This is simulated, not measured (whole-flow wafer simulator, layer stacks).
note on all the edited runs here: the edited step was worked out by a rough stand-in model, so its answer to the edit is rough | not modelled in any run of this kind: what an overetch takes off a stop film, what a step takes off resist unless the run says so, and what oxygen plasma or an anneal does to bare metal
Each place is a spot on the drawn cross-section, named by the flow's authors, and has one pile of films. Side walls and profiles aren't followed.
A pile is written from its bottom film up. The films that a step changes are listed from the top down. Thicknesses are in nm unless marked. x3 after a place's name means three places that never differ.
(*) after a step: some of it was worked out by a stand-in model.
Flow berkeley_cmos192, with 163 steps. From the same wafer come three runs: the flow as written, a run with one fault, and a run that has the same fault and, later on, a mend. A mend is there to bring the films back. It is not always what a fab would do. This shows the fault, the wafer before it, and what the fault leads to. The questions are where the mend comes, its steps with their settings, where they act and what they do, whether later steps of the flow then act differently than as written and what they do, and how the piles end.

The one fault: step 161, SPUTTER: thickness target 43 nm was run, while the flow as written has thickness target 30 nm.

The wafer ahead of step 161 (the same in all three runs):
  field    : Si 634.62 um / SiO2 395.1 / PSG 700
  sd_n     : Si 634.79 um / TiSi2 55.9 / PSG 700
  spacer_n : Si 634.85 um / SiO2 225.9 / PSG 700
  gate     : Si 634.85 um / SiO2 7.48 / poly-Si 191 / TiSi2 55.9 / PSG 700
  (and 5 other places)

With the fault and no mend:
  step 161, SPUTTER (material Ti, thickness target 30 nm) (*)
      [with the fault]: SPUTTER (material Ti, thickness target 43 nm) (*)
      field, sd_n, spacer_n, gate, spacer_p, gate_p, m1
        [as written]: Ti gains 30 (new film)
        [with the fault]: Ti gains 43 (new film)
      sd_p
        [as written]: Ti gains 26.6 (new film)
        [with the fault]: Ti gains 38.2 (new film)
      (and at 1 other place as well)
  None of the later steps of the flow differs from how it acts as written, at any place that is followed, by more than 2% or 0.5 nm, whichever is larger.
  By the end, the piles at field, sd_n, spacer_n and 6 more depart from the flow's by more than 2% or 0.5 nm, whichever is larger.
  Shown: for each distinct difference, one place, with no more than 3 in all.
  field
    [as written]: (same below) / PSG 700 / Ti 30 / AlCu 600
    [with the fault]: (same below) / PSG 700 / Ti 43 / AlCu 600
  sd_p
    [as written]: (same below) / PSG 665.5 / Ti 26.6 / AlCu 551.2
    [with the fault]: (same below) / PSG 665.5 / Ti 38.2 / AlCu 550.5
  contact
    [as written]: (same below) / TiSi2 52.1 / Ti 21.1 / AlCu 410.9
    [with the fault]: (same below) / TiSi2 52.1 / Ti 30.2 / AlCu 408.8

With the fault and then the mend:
  The mend stands after step 161.
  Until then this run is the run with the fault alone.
  step 161a, ETCH (chemistry piranha, etches Ti, 120 C, 74 s) (the flow's step 148 again, with other settings)
      field, sd_n, spacer_n, gate, spacer_p, gate_p, m1
        Ti loses 43 (all of it)
      sd_p
        Ti loses 38.2 (all of it)
      contact
        Ti loses 30.2 (all of it), TiSi2 loses 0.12
  step 161b, SPUTTER (material Ti, thickness target 30 nm) (*) (the flow's step 161 again)
      field, sd_n, spacer_n, gate, spacer_p, gate_p, m1
        Ti gains 30 (new film)
      sd_p
        Ti gains 26.6 (new film)
      contact
        Ti gains 21.1 (new film)
  None of the later steps of the flow acts differently than as written at any place that is followed.
  The piles end only slightly different from the flow's at the places that both follow, by no more than 2% or 0.5 nm, whichever is larger.
